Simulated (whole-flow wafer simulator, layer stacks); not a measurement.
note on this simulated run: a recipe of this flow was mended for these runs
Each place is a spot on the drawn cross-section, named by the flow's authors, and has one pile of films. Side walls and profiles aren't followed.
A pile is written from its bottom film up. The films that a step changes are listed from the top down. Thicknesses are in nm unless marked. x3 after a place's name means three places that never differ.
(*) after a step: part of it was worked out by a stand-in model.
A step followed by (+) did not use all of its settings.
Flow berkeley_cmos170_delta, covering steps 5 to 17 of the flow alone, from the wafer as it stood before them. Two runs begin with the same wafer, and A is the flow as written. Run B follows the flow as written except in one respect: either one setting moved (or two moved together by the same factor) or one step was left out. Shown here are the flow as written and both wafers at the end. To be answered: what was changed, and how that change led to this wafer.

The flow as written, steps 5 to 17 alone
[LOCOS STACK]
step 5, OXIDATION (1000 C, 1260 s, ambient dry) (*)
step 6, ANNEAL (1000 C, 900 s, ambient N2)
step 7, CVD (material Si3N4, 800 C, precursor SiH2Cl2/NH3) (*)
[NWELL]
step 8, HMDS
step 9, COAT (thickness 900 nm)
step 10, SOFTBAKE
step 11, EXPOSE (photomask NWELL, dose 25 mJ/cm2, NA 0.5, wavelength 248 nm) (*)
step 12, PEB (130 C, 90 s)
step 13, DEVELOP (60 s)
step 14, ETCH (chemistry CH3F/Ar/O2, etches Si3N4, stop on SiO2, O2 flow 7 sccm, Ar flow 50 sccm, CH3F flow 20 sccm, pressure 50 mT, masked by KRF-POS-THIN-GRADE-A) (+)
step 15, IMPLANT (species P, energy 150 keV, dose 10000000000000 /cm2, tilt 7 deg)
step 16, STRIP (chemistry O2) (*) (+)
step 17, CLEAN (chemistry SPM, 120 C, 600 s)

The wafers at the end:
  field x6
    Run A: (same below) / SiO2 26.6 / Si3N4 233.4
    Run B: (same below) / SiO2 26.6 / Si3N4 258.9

Cause: step 7, CVD: 808 C was run, though the flow has 800 C.

How this came from the change, step by step:
  step 7, CVD (material Si3N4, 800 C, precursor SiH2Cl2/NH3) (*)
      field x6, sd_p x3: A +233.4 Si3N4 (new film) | B +258.9 Si3N4 (new film)
  step 14, ETCH (chemistry CH3F/Ar/O2, etches Si3N4, stop on SiO2, O2 flow 7 sccm, Ar flow 50 sccm, CH3F flow 20 sccm, pressure 50 mT, masked by KRF-POS-THIN-GRADE-A) (+)
      field x6: A -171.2 KrF-resist | B -188.2 KrF-resist
      sd_p x3: A -233.4 Si3N4 (all of it), -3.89 SiO2 | B -258.9 Si3N4 (all of it), -3.89 SiO2
  step 16, STRIP (chemistry O2) (*) (+)
      field x6: A -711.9 KrF-resist (all of it) | B -694.9 KrF-resist (all of it)
